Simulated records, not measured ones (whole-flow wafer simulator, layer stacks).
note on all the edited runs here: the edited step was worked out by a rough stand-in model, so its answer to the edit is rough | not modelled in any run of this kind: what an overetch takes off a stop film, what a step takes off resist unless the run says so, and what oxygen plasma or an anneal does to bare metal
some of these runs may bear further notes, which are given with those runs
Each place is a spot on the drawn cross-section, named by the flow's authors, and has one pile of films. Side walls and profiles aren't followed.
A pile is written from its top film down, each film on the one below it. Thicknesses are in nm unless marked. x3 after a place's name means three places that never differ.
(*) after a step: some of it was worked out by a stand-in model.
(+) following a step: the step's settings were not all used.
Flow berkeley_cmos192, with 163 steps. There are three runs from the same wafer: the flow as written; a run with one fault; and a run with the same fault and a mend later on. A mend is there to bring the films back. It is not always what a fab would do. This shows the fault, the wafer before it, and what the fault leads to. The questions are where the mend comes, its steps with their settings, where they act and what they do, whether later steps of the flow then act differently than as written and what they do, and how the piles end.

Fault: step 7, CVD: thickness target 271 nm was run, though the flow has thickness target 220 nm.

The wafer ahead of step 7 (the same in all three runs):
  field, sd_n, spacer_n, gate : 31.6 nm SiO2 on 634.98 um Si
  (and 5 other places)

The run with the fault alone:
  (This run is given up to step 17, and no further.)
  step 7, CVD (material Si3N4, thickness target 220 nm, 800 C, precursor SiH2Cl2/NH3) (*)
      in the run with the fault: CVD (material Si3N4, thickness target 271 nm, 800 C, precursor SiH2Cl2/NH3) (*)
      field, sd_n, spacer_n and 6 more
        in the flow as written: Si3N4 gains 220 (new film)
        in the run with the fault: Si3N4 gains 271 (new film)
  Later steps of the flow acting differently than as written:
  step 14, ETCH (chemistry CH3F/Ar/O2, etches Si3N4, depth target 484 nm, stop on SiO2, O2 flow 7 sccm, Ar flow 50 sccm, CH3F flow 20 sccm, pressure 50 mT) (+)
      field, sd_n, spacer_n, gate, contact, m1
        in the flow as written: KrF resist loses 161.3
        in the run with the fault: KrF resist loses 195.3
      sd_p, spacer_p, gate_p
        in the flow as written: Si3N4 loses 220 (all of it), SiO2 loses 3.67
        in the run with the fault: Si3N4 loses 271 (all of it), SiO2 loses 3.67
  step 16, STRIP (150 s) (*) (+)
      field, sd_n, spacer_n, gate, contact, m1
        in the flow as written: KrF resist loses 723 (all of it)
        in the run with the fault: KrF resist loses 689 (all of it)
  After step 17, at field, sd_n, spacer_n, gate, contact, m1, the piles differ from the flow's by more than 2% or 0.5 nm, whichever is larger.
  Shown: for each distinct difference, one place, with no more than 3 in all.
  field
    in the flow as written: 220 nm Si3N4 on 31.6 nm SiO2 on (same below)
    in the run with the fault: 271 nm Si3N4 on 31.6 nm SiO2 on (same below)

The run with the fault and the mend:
  After step 7 comes the mend.
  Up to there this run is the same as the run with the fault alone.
  step 7a, ETCH (chemistry h3po4, depth target 51 nm)
      field, sd_n, spacer_n and 6 more
        Si3N4 loses 51
  None of the later steps of the flow acts differently than as written at any place that is followed.
  At every place that both follow, the piles at the end match the flow's.
